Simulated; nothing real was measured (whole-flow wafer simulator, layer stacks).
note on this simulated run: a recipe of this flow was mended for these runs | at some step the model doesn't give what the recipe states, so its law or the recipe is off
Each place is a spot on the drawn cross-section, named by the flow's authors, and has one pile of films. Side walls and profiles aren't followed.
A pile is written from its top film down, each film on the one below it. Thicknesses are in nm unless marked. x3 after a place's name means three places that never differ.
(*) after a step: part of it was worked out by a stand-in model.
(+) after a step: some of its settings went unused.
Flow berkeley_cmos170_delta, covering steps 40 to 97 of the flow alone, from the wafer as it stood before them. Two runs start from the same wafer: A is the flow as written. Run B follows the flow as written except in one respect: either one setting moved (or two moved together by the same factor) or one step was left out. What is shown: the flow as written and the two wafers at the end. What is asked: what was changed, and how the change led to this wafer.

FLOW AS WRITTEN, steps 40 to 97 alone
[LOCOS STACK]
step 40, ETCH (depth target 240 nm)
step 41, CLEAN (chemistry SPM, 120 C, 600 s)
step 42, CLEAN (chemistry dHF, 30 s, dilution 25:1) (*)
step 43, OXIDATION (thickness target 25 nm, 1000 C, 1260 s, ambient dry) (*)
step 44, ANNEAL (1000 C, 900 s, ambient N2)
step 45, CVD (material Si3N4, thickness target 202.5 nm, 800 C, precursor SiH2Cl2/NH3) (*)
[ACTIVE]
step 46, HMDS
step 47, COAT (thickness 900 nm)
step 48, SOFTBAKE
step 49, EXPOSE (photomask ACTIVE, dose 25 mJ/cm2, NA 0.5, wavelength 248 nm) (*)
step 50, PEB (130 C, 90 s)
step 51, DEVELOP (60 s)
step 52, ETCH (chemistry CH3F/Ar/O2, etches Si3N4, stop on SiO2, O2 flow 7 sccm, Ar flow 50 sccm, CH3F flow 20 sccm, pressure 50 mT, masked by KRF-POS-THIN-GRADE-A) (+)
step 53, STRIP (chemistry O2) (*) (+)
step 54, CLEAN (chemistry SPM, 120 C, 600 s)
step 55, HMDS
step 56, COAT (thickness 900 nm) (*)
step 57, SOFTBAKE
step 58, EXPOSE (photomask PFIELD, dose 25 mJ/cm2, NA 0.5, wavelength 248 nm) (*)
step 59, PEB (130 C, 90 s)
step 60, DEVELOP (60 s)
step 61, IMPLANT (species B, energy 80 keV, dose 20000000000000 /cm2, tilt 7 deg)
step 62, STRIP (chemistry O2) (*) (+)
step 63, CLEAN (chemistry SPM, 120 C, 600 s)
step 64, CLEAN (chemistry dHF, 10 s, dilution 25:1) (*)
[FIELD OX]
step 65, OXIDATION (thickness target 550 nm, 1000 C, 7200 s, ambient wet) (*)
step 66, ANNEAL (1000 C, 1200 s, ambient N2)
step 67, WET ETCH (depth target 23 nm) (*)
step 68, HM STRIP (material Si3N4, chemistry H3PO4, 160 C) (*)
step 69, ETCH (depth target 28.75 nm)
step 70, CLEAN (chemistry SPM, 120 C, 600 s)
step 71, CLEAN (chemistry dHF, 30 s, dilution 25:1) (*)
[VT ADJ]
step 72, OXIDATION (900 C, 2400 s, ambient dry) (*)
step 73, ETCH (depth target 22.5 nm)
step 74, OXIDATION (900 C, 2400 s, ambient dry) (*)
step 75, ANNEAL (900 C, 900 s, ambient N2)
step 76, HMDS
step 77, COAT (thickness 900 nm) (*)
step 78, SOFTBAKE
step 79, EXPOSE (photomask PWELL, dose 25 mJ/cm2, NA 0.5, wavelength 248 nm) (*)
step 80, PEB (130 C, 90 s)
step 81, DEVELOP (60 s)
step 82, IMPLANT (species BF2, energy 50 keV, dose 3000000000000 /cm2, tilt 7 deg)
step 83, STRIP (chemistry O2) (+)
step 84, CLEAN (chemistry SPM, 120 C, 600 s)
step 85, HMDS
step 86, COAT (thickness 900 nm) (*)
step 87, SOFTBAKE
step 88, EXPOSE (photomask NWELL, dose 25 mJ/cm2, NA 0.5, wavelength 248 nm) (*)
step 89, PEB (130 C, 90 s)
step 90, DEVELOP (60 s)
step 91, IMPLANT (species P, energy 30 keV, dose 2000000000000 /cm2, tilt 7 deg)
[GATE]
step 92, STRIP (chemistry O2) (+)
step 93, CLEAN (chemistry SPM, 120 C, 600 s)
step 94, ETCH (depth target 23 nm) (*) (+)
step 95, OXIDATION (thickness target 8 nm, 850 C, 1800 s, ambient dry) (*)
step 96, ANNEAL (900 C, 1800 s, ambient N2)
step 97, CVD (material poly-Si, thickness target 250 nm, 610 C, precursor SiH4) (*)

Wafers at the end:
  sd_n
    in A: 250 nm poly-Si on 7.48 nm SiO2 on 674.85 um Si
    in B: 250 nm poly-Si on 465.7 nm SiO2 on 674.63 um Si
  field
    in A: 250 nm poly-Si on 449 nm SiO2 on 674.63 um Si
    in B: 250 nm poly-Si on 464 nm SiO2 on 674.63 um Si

The reason: step 45, CVD: 560 C was run, while the flow as written has 800 C.

How this came from the change, step by step:
  step 45, CVD (material Si3N4, thickness target 202.5 nm, 800 C, precursor SiH2Cl2/NH3) (*)
      field, sd_n, spacer_n and 6 more: A Si3N4 gains 202.5 (new film) | B Si3N4 gains 0.81 (new film)
  step 52, ETCH (chemistry CH3F/Ar/O2, etches Si3N4, stop on SiO2, O2 flow 7 sccm, Ar flow 50 sccm, CH3F flow 20 sccm, pressure 50 mT, masked by KRF-POS-THIN-GRADE-A) (+)
      sd_n, spacer_n, gate, sd_p, spacer_p, gate_p, contact, m1: A KrF-resist loses 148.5 | B KrF-resist loses 14
      field: A Si3N4 loses 202.5 (all of it), SiO2 loses 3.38 | B Si3N4 loses 0.81 (all of it), SiO2 loses 3.38
  step 53, STRIP (chemistry O2) (*) (+)
      sd_n, spacer_n, gate, sd_p, spacer_p, gate_p, contact, m1: A KrF-resist loses 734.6 (all of it) | B KrF-resist loses 869 (all of it)
  step 56, COAT (thickness 900 nm) (*)
      field: A KrF-resist gains 956.4 (new film) | B KrF-resist gains 901.1 (new film)
      sd_n: A KrF-resist gains 794.3 (new film) | B KrF-resist gains 897.8 (new film)
      (as well as at 7 more places)
  step 60, DEVELOP (60 s)
      field: A KrF-resist loses 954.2 (all of it) | B KrF-resist loses 899.1 (all of it)
  step 62, STRIP (chemistry O2) (*) (+)
      sd_n: A KrF-resist loses 777.7 (all of it) | B KrF-resist loses 880.9 (all of it)
      spacer_n: A KrF-resist loses 807.8 (all of it) | B KrF-resist loses 881.5 (all of it)
      (as well as at 6 more places)
  step 64, CLEAN (chemistry dHF, 10 s, dilution 25:1) (*)
      sd_n, spacer_n, gate, sd_p, spacer_p, gate_p, contact, m1: A Si3N4 loses 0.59 | B Si3N4 loses 0.81 (all of it)
  step 65, OXIDATION (thickness target 550 nm, 1000 C, 7200 s, ambient wet) (*)
      spacer_n, gate, spacer_p, gate_p, contact, m1: A SiO2 gains 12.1 (new film), Si3N4 loses 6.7 | B SiO2 gains 538.5, Si loses 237
      sd_n, sd_p: A SiO2 gains 12.1 (new film), Si3N4 loses 6.7, SiO2 gains 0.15, Si loses 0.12 | B SiO2 gains 538.5, Si loses 237
  step 67, WET ETCH (depth target 23 nm) (*)
      sd_n, spacer_n, gate, sd_p, spacer_p, gate_p, contact, m1: A SiO2 loses 12.1 (all of it), Si3N4 loses 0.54 | B SiO2 loses 23
  step 68, HM STRIP (material Si3N4, chemistry H3PO4, 160 C) (*)
      sd_n, spacer_n, gate, sd_p, spacer_p, gate_p, contact, m1: A Si3N4 loses 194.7 (all of it), SiO2 loses 9.06 | B nothing
      field: A SiO2 loses 15.1 | B nothing
  step 69, ETCH (depth target 28.75 nm)
      spacer_n, gate, spacer_p, gate_p, contact, m1: A SiO2 loses 17.5 (all of it) | B SiO2 loses 28.8
      sd_n, sd_p: A SiO2 loses 17.6 (all of it) | B SiO2 loses 28.8
  step 70, CLEAN (chemistry SPM, 120 C, 600 s)
      sd_n, spacer_n, gate, sd_p, spacer_p, gate_p, contact, m1: A chemical SiO2 gains 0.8 (new film), Si loses 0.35 | B nothing
  step 71, CLEAN (chemistry dHF, 30 s, dilution 25:1) (*)
      sd_n, spacer_n, gate, sd_p, spacer_p, gate_p, contact, m1: A chemical SiO2 loses 0.8 (all of it) | B SiO2 loses 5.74
  step 72, OXIDATION (900 C, 2400 s, ambient dry) (*)
      sd_n, spacer_n, gate, sd_p, spacer_p, gate_p, contact, m1: A SiO2 gains 14.9 (new film), Si loses 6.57 | B SiO2 gains 1.55, Si loses 0.68
  step 73, ETCH (depth target 22.5 nm)
      sd_n, spacer_n, gate, sd_p, spacer_p, gate_p, contact, m1: A SiO2 loses 14.9 (all of it) | B SiO2 loses 22.5
  step 74, OXIDATION (900 C, 2400 s, ambient dry) (*)
      sd_n, spacer_n, gate, sd_p, spacer_p, gate_p, contact, m1: A SiO2 gains 14.9 (new film), Si loses 6.57 | B SiO2 gains 1.6, Si loses 0.7
  ... another 7 steps ...
  step 95, OXIDATION (thickness target 8 nm, 850 C, 1800 s, ambient dry) (*)
      sd_n, spacer_n, gate, sd_p, spacer_p, gate_p, contact, m1: A SiO2 gains 7.48 (new film), Si loses 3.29 | B SiO2 gains 0.49, Si loses 0.21
